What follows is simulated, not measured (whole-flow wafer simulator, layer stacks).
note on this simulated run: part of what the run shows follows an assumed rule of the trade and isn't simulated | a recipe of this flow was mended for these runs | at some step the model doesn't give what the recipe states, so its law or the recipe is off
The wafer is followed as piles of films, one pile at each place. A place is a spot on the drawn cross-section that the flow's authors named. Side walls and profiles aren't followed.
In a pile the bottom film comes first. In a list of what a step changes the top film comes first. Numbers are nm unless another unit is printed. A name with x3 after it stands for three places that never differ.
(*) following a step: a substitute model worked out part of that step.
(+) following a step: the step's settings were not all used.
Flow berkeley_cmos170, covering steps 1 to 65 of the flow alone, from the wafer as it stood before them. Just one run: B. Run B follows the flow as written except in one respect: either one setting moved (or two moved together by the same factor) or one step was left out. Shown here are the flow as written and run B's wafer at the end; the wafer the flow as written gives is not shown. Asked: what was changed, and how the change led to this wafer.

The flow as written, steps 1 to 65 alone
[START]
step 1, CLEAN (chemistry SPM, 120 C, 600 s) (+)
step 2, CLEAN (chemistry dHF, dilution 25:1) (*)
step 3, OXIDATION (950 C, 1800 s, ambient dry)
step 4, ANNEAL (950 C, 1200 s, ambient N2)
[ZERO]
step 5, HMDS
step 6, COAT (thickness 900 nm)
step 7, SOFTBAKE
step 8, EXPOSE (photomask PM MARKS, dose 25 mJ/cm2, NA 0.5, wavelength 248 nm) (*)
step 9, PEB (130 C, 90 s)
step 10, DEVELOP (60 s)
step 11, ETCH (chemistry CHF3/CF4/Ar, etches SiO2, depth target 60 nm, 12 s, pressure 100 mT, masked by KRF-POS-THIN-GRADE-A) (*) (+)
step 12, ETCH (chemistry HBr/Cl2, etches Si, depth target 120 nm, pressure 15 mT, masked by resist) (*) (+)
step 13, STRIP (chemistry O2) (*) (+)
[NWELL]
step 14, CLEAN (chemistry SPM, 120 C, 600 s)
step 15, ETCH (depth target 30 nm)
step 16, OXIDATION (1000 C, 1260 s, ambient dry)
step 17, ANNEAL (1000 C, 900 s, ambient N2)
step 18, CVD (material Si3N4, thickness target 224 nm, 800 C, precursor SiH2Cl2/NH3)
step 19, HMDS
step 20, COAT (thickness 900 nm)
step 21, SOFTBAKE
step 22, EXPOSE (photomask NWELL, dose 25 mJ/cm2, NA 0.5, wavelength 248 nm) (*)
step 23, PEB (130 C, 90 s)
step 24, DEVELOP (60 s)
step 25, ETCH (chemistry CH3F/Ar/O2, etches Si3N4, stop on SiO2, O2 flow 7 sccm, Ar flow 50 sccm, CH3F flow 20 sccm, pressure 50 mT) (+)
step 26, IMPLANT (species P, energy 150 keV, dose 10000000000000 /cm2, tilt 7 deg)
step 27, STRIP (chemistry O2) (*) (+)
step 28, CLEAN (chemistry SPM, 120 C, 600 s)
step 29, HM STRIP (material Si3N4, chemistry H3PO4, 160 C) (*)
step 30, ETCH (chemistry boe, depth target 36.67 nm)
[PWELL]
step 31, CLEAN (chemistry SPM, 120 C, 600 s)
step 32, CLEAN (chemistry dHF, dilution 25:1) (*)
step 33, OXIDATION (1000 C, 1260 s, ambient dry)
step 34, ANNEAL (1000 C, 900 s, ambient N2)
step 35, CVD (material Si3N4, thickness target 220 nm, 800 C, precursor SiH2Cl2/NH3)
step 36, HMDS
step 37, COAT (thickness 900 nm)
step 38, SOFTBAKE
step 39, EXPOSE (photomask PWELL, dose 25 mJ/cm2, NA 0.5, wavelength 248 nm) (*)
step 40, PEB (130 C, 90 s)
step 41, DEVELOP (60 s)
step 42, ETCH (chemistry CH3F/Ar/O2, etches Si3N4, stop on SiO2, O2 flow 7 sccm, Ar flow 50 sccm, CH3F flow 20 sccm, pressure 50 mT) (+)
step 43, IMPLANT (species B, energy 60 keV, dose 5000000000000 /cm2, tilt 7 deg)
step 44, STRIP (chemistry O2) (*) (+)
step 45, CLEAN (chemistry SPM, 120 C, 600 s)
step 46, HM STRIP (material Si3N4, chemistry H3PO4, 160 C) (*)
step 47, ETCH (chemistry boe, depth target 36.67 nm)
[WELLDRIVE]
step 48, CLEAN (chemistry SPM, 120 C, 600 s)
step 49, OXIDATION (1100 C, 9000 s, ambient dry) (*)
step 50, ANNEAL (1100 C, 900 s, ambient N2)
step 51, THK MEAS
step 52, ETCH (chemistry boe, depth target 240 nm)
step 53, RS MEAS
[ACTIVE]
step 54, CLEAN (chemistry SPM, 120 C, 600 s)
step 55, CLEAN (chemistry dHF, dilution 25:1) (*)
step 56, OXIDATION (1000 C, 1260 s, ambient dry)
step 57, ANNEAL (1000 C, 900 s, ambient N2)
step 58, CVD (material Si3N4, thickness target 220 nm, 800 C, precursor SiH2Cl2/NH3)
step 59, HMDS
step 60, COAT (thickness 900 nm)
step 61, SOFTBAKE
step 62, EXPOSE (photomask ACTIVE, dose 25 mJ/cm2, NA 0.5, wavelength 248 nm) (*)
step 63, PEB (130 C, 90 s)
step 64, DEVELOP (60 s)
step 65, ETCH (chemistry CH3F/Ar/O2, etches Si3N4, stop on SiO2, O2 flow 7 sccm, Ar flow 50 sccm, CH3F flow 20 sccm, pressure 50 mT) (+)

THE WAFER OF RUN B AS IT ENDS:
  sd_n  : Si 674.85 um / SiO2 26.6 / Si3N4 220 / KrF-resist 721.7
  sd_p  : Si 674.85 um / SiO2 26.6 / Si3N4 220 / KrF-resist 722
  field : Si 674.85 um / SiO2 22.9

What caused this: step 3, OXIDATION: 1164 C was run, while the flow as written has 950 C.

How this came from the change, step by step:
  step 3, OXIDATION (950 C, 1800 s, ambient dry)
      field, mark, sd_n and 10 more: SiO2 gains 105 (new film), Si loses 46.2 (as written it would have been: SiO2 gains 20.4 (new film), Si loses 8.98)
  step 11, ETCH (chemistry CHF3/CF4/Ar, etches SiO2, depth target 60 nm, 12 s, pressure 100 mT, masked by KRF-POS-THIN-GRADE-A) (*) (+)
      mark: SiO2 loses 60 (as written it would have been: SiO2 loses 20.4 (all of it), Si loses 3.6)
  step 12, ETCH (chemistry HBr/Cl2, etches Si, depth target 120 nm, pressure 15 mT, masked by resist) (*) (+)
      mark: SiO2 loses 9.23 (as written it would have been: Si loses 120)
  step 13, STRIP (chemistry O2) (*) (+)
      mark: nothing (as written it would have been: chemical SiO2 gains 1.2 (new film), Si loses 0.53)
  step 15, ETCH (depth target 30 nm)
      field, sd_n, spacer_n and 9 more: SiO2 loses 30 (as written it would have been: SiO2 loses 20.4 (all of it))
      mark: SiO2 loses 30 (as written it would have been: chemical SiO2 loses 1.2 (all of it))
  step 16, OXIDATION (1000 C, 1260 s, ambient dry)
      field, sd_n, spacer_n and 9 more: SiO2 gains 9.23, Si loses 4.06 (as written it would have been: SiO2 gains 26.6 (new film), Si loses 11.7)
      mark: SiO2 gains 21.6, Si loses 9.52 (as written it would have been: SiO2 gains 26.6 (new film), Si loses 11.7)
  step 30, ETCH (chemistry boe, depth target 36.67 nm)
      field, sd_n, spacer_n and 6 more: SiO2 loses 36.7 (as written it would have been: SiO2 loses 19.6 (all of it))
      sd_p, spacer_p, gate_p: SiO2 loses 36.7 (as written it would have been: SiO2 loses 8.58 (all of it))
      (also at 1 further place)
  step 31, CLEAN (chemistry SPM, 120 C, 600 s)
      field, sd_n, spacer_n and 9 more: nothing (as written it would have been: chemical SiO2 gains 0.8 (new film), Si loses 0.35)
  step 32, CLEAN (chemistry dHF, dilution 25:1) (*)
      field, sd_n, spacer_n and 6 more: SiO2 loses 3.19 (as written it would have been: chemical SiO2 loses 0.8 (all of it))
      sd_p, spacer_p, gate_p: SiO2 loses 3.52 (as written it would have been: chemical SiO2 loses 0.8 (all of it))
  step 33, OXIDATION (1000 C, 1260 s, ambient dry)
      field, sd_n, spacer_n and 6 more: SiO2 gains 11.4, Si loses 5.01 (as written it would have been: SiO2 gains 26.6 (new film), Si loses 11.7)
      sd_p, spacer_p, gate_p: SiO2 gains 12.7, Si loses 5.59 (as written it would have been: SiO2 gains 26.6 (new film), Si loses 11.7)
  step 47, ETCH (chemistry boe, depth target 36.67 nm)
      field, sd_n, spacer_n and 6 more: SiO2 loses 31.1 (all of it) (as written it would have been: SiO2 loses 8.89 (all of it))
      sd_p, spacer_p, gate_p: SiO2 loses 31.9 (all of it) (as written it would have been: SiO2 loses 19.7 (all of it))
